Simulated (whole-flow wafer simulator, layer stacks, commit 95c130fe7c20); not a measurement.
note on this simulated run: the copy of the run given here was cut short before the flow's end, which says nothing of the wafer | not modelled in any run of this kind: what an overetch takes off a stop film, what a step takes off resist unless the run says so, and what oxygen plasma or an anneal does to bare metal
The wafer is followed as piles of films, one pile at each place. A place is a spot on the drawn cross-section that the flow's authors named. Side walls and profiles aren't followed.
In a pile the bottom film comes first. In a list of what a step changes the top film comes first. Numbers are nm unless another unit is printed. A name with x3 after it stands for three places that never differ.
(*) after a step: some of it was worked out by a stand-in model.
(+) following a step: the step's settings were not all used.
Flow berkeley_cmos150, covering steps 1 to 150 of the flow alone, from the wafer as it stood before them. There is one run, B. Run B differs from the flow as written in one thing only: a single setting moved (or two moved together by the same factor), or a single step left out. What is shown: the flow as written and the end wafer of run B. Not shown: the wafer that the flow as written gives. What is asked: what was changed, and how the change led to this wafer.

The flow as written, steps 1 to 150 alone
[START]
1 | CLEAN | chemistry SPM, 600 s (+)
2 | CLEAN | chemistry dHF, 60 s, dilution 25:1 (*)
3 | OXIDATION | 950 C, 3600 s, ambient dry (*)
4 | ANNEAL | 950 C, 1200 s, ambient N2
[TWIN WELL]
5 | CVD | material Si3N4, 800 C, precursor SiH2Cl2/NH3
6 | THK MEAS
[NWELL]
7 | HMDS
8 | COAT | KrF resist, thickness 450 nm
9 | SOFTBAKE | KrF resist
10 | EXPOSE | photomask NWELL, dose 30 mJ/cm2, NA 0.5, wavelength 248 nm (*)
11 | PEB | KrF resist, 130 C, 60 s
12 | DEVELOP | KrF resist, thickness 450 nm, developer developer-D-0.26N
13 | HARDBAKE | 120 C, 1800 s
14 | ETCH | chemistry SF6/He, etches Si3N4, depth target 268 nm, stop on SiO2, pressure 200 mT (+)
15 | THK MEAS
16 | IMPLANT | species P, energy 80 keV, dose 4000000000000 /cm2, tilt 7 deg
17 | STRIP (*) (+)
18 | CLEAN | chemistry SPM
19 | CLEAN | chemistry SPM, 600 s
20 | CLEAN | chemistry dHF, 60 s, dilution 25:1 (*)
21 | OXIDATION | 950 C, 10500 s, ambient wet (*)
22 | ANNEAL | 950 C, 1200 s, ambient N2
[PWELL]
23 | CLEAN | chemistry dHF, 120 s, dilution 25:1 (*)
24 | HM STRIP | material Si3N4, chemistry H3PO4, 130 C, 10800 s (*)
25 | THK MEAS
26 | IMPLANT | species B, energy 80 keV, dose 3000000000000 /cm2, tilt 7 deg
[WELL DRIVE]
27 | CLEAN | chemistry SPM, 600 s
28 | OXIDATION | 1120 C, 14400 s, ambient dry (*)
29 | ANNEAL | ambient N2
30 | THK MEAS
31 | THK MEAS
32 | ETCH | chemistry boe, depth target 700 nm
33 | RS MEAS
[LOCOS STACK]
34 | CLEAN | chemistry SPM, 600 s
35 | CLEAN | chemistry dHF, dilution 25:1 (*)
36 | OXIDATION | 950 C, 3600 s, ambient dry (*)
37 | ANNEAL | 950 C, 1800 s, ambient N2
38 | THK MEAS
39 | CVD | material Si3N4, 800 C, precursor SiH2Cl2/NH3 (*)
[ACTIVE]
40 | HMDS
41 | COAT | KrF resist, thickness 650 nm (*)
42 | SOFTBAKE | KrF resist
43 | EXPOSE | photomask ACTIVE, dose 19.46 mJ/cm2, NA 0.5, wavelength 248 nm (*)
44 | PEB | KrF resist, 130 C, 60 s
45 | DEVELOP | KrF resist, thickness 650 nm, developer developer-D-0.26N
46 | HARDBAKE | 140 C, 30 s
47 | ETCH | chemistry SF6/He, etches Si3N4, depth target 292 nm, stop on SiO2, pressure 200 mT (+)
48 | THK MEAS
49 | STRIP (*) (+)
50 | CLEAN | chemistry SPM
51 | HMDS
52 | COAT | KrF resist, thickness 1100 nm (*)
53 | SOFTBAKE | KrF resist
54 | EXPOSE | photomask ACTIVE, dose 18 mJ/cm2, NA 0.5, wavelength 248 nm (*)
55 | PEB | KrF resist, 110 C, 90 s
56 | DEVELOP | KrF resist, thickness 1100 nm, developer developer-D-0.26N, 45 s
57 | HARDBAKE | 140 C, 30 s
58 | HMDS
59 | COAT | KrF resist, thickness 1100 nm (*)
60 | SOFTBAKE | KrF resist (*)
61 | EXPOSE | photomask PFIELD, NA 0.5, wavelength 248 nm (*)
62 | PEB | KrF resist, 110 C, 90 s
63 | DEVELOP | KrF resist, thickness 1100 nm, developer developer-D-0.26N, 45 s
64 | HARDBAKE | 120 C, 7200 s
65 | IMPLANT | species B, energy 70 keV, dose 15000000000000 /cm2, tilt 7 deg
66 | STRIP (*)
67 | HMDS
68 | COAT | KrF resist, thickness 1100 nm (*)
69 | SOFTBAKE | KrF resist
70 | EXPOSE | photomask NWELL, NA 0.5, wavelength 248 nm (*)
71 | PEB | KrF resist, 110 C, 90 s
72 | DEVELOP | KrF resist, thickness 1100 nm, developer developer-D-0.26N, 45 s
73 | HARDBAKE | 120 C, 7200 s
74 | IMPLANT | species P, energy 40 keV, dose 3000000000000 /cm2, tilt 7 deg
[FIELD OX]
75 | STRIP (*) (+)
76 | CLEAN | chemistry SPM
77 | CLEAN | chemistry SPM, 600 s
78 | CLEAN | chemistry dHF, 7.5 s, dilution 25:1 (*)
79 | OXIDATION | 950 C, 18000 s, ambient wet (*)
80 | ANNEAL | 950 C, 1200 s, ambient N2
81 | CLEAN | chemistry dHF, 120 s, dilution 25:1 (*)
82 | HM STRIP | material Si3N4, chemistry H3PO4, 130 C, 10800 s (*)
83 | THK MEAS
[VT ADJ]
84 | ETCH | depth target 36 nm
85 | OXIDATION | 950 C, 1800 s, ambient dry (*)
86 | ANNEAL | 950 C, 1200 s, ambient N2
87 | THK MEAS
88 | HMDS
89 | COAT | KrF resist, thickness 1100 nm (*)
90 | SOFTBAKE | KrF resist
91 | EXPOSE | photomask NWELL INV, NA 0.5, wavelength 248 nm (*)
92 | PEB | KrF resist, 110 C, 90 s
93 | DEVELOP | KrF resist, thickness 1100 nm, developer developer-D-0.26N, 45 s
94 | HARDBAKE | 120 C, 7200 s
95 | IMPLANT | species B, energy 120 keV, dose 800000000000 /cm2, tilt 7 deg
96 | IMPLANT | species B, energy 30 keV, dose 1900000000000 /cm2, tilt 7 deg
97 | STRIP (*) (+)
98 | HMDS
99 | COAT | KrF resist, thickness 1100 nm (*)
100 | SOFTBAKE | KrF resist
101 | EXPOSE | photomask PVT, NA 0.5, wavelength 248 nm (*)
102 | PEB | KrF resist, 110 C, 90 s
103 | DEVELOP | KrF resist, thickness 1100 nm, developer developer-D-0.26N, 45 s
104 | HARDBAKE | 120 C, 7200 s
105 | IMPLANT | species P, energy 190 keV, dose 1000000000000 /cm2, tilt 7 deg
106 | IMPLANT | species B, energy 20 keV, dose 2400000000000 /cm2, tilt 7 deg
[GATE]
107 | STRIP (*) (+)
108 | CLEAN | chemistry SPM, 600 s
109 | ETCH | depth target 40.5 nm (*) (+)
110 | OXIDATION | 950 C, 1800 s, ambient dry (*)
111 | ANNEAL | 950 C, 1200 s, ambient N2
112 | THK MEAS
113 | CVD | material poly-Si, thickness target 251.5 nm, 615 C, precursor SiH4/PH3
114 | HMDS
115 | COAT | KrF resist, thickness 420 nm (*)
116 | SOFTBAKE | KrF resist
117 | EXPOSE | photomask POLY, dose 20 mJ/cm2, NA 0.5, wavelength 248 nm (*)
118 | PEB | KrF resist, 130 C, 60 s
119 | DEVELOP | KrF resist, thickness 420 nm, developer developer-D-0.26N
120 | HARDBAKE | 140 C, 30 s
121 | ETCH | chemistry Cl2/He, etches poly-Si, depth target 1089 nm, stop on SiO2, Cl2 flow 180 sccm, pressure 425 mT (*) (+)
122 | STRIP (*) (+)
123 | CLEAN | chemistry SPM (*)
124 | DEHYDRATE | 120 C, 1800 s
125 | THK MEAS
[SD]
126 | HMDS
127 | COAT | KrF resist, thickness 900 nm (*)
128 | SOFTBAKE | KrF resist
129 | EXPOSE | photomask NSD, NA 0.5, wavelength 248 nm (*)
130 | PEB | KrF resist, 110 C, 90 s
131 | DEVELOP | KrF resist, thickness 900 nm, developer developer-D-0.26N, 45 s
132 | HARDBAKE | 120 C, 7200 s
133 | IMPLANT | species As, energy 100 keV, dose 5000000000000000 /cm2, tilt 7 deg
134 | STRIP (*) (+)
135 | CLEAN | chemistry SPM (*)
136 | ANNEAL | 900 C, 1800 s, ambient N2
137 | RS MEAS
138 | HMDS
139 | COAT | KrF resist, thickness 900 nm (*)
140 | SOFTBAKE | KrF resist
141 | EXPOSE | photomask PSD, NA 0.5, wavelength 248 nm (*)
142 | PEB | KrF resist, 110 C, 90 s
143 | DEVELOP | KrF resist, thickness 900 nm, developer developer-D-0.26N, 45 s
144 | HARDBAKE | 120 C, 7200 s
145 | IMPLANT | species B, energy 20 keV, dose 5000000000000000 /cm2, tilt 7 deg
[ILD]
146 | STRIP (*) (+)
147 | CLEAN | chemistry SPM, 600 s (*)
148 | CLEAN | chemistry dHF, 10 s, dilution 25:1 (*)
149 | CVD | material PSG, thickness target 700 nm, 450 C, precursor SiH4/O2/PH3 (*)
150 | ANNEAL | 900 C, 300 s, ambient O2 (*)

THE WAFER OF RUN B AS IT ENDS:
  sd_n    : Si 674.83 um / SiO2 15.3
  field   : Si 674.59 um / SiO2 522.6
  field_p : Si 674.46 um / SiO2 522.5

The reason: step 149, CVD: material PSG, thickness target 700 nm, 450 C, precursor SiH4/O2/PH3 (*), was omitted.

How this came from the change, step by step:
  (no step that both runs have acts differently)
